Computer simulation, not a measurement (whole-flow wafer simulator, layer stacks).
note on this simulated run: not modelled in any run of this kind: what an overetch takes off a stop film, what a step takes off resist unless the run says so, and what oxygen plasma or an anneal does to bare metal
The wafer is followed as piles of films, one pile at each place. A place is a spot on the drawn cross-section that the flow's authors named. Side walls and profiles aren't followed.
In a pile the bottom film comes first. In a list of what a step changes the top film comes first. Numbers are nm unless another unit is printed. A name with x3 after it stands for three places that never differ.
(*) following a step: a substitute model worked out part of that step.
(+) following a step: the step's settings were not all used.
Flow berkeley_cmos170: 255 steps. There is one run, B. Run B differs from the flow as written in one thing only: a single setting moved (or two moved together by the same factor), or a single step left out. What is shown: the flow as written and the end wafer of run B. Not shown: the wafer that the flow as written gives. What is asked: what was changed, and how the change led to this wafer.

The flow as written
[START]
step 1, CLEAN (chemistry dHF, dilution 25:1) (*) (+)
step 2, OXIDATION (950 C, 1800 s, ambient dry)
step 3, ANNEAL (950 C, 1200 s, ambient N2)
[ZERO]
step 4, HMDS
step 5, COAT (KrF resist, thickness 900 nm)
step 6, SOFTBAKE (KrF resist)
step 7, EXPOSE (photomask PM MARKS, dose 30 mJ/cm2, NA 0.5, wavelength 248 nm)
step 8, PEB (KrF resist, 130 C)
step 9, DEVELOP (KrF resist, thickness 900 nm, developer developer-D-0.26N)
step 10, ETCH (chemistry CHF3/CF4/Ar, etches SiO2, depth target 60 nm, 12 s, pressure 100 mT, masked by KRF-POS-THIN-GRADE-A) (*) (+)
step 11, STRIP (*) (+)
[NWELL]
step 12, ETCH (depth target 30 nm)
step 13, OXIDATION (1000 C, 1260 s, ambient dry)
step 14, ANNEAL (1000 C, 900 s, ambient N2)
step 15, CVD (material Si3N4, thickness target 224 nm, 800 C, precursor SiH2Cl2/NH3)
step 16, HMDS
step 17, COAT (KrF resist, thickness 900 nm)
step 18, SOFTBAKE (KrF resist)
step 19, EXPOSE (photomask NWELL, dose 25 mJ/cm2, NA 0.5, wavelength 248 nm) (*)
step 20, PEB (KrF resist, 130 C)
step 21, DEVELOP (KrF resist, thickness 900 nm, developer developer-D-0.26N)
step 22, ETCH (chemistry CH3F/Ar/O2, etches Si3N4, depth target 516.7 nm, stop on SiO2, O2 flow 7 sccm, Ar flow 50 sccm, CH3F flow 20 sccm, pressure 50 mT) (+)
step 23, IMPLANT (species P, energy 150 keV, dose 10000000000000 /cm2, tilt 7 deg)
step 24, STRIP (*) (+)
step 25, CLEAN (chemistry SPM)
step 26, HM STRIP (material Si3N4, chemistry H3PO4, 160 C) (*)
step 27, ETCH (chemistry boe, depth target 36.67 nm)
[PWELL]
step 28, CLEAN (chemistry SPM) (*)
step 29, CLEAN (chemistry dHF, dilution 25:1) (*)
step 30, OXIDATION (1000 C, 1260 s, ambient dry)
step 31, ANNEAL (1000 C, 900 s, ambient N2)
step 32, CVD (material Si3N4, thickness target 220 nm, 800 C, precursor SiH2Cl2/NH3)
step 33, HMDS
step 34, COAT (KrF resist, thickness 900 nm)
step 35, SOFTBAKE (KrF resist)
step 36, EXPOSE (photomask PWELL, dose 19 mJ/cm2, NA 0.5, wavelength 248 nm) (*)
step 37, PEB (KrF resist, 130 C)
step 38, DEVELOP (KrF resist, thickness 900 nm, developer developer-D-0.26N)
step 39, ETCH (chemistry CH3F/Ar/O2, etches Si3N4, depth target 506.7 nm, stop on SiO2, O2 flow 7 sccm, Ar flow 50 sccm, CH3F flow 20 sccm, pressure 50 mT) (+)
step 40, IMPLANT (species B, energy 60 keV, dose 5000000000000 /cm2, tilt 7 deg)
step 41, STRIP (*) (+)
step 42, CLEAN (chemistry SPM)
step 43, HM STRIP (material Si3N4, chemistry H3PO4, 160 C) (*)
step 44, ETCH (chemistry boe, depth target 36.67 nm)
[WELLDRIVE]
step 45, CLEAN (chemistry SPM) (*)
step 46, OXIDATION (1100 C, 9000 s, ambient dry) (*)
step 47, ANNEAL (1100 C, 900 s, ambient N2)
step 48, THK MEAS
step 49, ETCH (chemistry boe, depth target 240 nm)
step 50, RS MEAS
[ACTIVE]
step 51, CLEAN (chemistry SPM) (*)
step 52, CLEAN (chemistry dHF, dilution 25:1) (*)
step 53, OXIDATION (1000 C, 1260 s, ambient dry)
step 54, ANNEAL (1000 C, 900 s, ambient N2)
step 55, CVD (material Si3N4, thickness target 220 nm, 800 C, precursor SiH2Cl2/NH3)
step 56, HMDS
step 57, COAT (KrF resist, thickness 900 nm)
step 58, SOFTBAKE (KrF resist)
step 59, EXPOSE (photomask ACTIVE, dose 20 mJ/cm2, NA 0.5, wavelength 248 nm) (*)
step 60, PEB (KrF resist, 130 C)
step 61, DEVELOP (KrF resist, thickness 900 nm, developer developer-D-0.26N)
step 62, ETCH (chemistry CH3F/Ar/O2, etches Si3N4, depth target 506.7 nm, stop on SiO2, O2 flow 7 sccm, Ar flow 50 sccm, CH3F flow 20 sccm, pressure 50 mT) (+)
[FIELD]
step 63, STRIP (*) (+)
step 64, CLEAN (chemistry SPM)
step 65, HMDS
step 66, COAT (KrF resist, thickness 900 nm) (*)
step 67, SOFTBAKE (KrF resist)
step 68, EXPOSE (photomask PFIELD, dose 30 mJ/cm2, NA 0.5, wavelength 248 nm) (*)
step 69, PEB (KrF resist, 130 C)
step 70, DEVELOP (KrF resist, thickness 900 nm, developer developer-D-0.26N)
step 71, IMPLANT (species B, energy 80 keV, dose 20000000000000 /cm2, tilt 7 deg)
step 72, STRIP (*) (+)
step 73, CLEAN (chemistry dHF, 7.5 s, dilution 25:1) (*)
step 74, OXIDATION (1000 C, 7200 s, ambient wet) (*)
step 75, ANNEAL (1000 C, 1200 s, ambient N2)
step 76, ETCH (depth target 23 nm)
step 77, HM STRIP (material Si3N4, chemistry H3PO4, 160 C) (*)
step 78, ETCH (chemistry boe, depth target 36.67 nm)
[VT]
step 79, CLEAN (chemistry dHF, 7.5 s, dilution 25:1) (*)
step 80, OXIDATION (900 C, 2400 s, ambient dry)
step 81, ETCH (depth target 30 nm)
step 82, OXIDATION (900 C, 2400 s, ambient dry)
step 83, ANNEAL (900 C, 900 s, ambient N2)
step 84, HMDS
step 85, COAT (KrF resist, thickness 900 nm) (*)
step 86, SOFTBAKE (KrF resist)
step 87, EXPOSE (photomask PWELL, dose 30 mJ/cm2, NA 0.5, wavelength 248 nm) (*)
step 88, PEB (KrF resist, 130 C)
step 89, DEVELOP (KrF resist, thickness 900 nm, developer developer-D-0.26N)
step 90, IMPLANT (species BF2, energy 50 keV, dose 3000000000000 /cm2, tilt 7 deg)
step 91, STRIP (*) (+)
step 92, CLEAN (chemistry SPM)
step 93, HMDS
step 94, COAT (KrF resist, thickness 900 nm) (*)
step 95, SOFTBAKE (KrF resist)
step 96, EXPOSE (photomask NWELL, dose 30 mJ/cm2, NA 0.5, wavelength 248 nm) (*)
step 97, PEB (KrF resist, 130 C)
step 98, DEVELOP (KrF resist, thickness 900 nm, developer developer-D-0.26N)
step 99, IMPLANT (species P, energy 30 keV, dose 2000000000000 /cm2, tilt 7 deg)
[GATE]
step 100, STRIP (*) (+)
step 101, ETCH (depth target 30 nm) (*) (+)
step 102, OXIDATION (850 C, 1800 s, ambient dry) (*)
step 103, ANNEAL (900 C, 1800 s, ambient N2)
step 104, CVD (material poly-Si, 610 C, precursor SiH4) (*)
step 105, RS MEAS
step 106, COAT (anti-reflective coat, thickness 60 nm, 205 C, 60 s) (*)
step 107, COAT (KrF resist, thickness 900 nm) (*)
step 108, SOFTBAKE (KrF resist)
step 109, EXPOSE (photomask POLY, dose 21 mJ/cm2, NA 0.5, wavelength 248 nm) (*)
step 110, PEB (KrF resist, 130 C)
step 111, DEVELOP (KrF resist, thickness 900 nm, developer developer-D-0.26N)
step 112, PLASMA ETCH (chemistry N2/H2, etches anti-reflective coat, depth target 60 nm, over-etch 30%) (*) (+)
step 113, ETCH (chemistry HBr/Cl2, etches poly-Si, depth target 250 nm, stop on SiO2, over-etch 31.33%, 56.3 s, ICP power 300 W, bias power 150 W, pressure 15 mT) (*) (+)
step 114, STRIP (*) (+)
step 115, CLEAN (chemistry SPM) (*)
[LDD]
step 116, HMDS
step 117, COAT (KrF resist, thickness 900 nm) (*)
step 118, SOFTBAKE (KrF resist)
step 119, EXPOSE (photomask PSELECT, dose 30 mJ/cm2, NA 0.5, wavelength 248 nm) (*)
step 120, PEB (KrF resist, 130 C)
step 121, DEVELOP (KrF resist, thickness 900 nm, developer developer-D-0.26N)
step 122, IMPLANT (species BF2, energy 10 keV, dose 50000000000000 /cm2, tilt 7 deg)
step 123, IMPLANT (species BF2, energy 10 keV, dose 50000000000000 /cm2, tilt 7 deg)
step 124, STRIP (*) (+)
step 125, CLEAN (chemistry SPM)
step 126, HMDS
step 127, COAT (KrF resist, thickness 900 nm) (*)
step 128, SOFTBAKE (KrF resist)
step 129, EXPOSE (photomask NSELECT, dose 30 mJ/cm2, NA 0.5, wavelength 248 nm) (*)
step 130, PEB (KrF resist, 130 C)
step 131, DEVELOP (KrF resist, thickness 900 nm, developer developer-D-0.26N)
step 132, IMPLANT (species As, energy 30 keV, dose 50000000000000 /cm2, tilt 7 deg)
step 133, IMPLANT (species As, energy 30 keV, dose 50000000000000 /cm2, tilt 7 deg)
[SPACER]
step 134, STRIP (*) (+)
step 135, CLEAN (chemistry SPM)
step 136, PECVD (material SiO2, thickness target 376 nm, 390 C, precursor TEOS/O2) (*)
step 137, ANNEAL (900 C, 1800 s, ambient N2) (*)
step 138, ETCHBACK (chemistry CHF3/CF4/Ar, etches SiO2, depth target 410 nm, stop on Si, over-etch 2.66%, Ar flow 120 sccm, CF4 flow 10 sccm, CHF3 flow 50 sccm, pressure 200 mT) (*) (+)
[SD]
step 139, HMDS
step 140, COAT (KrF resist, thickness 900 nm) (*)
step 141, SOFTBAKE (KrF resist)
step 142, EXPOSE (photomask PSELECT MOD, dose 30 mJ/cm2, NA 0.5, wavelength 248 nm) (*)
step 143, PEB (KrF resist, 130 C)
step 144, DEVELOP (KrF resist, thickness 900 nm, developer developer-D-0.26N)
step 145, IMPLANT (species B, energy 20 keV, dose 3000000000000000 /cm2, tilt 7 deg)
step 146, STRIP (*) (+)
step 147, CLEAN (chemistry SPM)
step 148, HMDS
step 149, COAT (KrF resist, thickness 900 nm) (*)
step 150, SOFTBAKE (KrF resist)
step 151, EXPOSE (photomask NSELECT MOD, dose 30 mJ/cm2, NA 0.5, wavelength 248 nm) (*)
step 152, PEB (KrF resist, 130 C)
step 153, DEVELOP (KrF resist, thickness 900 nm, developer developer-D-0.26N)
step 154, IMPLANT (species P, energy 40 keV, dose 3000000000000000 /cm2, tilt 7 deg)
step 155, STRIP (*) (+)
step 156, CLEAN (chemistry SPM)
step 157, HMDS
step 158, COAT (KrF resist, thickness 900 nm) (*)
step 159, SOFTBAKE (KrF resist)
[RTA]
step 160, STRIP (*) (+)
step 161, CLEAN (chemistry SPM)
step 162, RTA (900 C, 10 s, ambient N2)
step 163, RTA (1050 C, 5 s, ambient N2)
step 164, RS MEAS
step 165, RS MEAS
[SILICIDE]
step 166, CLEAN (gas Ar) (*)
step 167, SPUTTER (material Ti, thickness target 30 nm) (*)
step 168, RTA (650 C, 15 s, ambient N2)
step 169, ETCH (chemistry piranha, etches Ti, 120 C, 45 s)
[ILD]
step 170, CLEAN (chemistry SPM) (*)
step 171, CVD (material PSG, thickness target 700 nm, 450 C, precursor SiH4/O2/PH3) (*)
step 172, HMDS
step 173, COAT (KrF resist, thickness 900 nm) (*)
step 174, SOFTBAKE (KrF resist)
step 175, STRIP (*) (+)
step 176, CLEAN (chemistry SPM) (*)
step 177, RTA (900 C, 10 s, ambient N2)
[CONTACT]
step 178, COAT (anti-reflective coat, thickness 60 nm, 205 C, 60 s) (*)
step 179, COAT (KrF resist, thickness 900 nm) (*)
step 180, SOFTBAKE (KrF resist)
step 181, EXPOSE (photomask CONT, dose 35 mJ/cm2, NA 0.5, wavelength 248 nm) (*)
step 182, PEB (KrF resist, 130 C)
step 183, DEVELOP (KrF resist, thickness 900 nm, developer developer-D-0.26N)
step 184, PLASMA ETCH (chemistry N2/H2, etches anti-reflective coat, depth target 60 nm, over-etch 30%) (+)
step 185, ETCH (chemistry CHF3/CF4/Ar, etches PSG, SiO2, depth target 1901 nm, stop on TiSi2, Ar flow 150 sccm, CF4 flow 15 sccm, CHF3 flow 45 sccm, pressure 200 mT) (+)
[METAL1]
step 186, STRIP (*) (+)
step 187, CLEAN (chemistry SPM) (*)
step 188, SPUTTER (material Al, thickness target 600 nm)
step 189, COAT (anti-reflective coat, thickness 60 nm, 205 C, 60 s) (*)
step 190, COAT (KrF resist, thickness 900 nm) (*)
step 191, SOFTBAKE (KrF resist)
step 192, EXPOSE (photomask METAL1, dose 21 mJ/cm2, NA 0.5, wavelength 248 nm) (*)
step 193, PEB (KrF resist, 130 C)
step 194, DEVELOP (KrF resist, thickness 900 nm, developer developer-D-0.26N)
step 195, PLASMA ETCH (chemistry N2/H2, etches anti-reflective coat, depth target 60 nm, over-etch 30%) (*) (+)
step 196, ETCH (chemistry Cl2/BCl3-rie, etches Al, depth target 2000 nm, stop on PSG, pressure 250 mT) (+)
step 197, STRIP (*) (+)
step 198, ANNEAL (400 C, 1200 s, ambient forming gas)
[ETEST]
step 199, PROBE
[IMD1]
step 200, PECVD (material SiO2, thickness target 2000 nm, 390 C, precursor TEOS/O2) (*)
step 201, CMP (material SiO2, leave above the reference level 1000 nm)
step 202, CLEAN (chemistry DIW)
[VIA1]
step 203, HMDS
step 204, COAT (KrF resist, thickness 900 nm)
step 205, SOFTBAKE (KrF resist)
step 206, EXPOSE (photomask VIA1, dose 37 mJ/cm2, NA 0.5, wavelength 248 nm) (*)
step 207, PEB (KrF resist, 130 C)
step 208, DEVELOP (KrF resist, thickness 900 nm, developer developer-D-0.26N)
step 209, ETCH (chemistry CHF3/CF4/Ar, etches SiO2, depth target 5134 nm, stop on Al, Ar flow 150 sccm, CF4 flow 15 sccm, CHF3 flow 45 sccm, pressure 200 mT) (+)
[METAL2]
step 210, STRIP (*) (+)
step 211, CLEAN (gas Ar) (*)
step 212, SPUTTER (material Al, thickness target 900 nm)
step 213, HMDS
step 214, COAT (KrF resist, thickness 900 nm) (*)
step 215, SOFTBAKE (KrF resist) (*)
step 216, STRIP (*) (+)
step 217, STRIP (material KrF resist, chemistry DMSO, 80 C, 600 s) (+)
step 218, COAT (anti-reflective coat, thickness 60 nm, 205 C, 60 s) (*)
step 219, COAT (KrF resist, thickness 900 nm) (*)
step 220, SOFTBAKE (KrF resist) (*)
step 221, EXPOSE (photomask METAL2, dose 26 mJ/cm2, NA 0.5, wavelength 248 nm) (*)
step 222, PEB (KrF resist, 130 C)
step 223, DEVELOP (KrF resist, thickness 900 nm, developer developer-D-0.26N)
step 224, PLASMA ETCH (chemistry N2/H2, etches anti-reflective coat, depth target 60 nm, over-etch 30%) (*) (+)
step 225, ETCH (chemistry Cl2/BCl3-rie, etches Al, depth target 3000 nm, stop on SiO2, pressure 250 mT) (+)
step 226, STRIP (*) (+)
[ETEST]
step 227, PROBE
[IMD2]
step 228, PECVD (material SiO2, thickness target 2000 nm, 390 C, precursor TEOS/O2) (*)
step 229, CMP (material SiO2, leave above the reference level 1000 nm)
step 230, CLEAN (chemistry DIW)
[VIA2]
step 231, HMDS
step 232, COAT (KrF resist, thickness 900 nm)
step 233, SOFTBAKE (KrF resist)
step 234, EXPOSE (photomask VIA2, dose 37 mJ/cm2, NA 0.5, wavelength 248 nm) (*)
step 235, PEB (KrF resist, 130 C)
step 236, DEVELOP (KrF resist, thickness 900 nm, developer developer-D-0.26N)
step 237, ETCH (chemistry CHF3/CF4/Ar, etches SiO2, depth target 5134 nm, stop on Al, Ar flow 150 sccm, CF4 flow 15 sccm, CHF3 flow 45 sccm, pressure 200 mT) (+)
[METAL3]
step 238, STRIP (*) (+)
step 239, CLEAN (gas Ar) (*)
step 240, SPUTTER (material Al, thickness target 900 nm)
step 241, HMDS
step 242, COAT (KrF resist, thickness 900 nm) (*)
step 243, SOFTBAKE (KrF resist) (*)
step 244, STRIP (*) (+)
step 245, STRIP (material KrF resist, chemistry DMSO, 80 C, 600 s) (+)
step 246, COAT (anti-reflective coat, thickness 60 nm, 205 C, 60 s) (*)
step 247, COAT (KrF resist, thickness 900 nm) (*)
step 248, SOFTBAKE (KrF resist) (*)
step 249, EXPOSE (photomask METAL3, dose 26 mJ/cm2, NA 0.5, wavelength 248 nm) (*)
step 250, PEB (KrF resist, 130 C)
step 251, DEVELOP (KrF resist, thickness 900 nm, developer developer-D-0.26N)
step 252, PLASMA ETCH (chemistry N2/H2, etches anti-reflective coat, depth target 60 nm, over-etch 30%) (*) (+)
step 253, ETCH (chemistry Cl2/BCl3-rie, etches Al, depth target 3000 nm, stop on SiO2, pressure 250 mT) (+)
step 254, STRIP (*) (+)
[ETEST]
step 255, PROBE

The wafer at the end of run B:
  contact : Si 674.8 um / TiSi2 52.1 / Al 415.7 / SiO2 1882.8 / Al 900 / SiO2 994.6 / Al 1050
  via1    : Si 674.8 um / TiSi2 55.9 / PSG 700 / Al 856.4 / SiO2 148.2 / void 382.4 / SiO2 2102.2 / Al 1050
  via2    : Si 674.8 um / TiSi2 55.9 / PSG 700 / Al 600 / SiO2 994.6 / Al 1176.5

What caused this: step 240, SPUTTER: thickness target 1050 nm was run, whereas the flow has thickness target 900 nm.
The wafer lets one read it off: contact has Al 1050, and step 240 as written asks for 900 nm.

Step by step, how the change led to this:
  step 240, SPUTTER (material Al, thickness target 900 nm)
      field, sd_n, spacer_n and 8 more: +1050 Al (new film) (as written it would have been: +900 Al (new film))
      via2: +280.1 Al (as written it would have been: +260 Al)
  step 242, COAT (KrF resist, thickness 900 nm) (*)
      via2: +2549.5 KrF resist (new film) (as written it would have been: +2425.4 KrF resist (new film))
  step 244, STRIP (*) (+)
      via2: -2549.5 KrF resist (all of it) (as written it would have been: -2425.4 KrF resist (all of it))
  step 246, COAT (anti-reflective coat, thickness 60 nm, 205 C, 60 s) (*)
      via2: +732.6 anti-reflective coat (new film) (as written it would have been: +670.7 anti-reflective coat (new film))
  step 247, COAT (KrF resist, thickness 900 nm) (*)
      m1: +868 KrF resist (new film) (as written it would have been: +892.7 KrF resist (new film))
      m2: +858 KrF resist (new film) (as written it would have been: +897.3 KrF resist (new film))
  step 253, ETCH (chemistry Cl2/BCl3-rie, etches Al, depth target 3000 nm, stop on SiO2, pressure 250 mT) (+)
      field, sd_n, spacer_n, gate_n, sd_p, spacer_p, gate_p: -1050 Al (all of it), -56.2 SiO2 (as written it would have been: -900 Al (all of it), -56.2 SiO2)
      contact, m1, via1, m2, via2: -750 KrF resist (as written it would have been: -675 KrF resist)
  step 254, STRIP (*) (+)
      contact: -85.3 KrF resist (all of it), -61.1 anti-reflective coat (all of it) (as written it would have been: -161.3 KrF resist (all of it), -61.1 anti-reflective coat (all of it))
      m1: -59.2 KrF resist (all of it), -41 anti-reflective coat (all of it) (as written it would have been: -158.8 KrF resist (all of it), -41 anti-reflective coat (all of it))
      (also at 3 further places)
